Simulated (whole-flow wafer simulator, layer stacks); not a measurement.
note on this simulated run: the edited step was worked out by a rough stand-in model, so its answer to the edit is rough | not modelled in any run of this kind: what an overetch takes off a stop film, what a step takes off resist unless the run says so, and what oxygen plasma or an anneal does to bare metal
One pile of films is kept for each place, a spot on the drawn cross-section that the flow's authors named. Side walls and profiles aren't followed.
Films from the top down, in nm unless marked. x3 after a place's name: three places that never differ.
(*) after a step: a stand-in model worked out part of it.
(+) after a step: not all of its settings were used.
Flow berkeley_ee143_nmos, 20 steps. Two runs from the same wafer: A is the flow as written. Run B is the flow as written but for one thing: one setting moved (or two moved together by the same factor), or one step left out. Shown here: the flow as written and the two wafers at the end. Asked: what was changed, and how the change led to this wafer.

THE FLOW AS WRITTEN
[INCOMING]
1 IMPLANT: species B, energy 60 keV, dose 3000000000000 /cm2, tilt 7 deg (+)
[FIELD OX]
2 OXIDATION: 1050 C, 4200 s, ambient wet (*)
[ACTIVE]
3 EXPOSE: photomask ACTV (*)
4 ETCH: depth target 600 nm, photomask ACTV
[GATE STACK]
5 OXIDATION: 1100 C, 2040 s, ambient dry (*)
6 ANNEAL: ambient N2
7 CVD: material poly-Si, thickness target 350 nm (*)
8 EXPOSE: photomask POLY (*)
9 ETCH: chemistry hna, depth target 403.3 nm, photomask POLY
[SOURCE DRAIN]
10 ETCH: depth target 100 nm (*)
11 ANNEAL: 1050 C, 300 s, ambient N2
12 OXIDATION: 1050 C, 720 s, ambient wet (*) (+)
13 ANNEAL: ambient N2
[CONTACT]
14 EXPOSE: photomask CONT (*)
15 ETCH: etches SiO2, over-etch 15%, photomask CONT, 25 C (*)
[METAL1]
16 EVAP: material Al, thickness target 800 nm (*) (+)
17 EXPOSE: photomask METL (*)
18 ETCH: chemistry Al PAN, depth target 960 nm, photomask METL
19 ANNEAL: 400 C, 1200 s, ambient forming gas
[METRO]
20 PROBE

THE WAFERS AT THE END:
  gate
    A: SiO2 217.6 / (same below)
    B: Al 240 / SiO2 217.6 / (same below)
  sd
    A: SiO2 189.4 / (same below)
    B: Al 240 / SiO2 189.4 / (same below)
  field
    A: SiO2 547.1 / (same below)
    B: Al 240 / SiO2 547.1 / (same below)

The cause: step 16, EVAP: thickness target 1200 nm was run, where the flow has thickness target 800 nm.

How the change led to this, step by step:
  16 EVAP: material Al, thickness target 800 nm (*) (+)
      gate, sd, contact, field: A Al +800 (new film) | B Al +1200 (new film)
  18 ETCH: chemistry Al PAN, depth target 960 nm, photomask METL
      gate, sd, field: A Al -800 (all of it) | B Al -960
Counting metal films that touch as one body, gate has 1 body; the flow as written gives 0 bodies.
Counting metal films that touch as one body, sd has 1 body; the flow as written gives 0 bodies.
Counting metal films that touch as one body, field has 1 body; the flow as written gives 0 bodies.
